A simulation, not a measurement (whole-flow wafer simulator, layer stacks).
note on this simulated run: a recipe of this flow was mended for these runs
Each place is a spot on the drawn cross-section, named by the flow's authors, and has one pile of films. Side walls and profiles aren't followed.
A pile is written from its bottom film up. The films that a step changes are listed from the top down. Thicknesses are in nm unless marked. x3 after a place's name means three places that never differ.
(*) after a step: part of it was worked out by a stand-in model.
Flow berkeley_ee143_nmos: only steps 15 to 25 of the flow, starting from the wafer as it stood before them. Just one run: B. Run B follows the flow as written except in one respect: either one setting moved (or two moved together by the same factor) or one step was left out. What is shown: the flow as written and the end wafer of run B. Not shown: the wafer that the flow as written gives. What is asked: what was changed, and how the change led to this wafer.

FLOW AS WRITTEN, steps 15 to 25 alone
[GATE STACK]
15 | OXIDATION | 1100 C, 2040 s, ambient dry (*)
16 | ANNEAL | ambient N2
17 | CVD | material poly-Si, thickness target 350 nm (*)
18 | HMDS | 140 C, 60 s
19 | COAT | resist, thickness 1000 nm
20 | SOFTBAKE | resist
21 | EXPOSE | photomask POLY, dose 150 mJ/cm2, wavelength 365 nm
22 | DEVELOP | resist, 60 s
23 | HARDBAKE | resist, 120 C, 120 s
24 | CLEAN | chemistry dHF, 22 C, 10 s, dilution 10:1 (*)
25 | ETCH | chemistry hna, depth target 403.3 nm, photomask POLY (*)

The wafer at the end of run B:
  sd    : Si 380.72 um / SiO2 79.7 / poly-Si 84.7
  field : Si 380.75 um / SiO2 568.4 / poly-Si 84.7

What caused this: step 25, ETCH: depth target 265.3 nm was run, while the flow as written has depth target 403.3 nm.

How this came from the change, step by step:
  25 | ETCH | chemistry hna, depth target 403.3 nm, photomask POLY (*)
      sd, contact, field: poly-Si loses 265.3 (it would be, as written: poly-Si loses 350 (all of it), SiO2 loses 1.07)
